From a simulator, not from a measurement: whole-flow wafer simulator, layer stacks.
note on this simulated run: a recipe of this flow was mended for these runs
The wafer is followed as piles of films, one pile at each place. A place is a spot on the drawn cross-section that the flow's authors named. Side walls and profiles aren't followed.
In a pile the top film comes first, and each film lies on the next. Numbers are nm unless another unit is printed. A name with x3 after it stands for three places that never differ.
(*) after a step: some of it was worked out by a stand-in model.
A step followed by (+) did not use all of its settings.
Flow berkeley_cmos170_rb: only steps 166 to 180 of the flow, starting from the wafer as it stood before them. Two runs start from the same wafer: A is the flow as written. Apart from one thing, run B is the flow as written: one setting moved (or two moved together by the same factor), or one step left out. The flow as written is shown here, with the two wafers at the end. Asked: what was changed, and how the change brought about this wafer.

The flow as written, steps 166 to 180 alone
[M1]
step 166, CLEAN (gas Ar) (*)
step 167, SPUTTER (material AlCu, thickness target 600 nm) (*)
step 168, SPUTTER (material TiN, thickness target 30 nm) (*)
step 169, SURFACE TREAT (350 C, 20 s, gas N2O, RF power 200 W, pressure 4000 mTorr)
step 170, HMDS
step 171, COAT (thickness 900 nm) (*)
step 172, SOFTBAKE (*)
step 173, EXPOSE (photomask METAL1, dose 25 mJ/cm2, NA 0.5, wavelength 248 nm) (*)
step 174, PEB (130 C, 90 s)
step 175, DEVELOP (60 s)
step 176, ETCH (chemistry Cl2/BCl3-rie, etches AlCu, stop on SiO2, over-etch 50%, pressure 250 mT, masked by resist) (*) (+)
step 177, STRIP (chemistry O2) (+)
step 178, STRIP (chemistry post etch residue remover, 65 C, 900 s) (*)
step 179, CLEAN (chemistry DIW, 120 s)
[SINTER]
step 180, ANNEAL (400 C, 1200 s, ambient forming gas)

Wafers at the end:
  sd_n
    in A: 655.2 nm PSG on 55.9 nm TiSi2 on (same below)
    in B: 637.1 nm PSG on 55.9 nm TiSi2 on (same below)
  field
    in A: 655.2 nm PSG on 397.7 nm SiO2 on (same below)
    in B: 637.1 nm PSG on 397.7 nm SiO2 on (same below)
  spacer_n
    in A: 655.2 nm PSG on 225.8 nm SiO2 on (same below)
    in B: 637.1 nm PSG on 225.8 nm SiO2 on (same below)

Cause: step 167, SPUTTER: thickness target 455 nm was run, though the flow has thickness target 600 nm.

Step by step, how the change led to this:
  step 167, SPUTTER (material AlCu, thickness target 600 nm) (*)
      field, sd_n, spacer_n, gate, spacer_p, gate_p, m1: A +600 AlCu (new film) | B +455 AlCu (new film)
      sd_p: A +549.6 AlCu (new film) | B +411.5 AlCu (new film)
      (as well as at 1 more place)
  step 168, SPUTTER (material TiN, thickness target 30 nm) (*)
      contact: A +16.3 TiN (new film) | B +17.6 TiN (new film)
  step 171, COAT (thickness 900 nm) (*)
      contact: A +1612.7 KrF-resist (new film) | B +1566.4 KrF-resist (new film)
  step 176, ETCH (chemistry Cl2/BCl3-rie, etches AlCu, stop on SiO2, over-etch 50%, pressure 250 mT, masked by resist) (*) (+)
      field, sd_n, spacer_n, gate, spacer_p, gate_p: A -30 TiN (all of it), -600 AlCu (all of it), -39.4 PSG | B -30 TiN (all of it), -455 AlCu (all of it), -57.5 PSG
      sd_p: A -25.8 TiN (all of it), -549.6 AlCu (all of it), -46.2 PSG | B -26 TiN (all of it), -411.5 AlCu (all of it), -63.4 PSG
  step 177, STRIP (chemistry O2) (+)
      contact: A -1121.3 KrF-resist (all of it) | B -1075 KrF-resist (all of it)
